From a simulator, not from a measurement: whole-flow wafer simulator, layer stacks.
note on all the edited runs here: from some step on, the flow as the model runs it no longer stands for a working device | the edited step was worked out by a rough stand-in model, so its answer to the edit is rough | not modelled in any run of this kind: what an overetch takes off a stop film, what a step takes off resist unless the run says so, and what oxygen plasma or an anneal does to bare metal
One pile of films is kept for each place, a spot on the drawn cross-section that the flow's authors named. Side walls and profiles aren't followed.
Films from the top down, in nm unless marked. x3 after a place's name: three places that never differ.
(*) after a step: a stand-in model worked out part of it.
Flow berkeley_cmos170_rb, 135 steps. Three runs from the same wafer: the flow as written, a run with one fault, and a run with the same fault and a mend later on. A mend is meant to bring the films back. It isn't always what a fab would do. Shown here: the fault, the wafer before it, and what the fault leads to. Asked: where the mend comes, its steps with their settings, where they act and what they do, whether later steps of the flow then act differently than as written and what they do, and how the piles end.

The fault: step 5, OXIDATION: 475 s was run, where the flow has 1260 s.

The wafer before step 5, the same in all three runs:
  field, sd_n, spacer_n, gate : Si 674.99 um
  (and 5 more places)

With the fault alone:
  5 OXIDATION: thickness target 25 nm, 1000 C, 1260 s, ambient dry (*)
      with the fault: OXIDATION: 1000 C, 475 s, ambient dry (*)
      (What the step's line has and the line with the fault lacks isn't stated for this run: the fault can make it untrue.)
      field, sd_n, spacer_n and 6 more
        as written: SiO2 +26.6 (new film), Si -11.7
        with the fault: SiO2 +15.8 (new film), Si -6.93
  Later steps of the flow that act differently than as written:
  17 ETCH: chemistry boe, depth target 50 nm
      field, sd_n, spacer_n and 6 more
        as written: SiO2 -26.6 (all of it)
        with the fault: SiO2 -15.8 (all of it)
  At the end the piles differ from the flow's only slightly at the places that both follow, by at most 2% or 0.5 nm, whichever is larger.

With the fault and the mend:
  The mend comes after step 6.
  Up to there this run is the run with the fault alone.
  6a OXIDATION: 1000 C, 690 s, ambient dry (*) (the flow's step 5 once more, with other settings)
      field, sd_n, spacer_n and 6 more
        SiO2 +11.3, Si -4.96
  No later step of the flow acts differently than as written, at any place that is followed, by more than 2% or 0.5 nm, whichever is larger.
  At the end the piles differ from the flow's only slightly at the places that both follow, by at most 2% or 0.5 nm, whichever is larger.
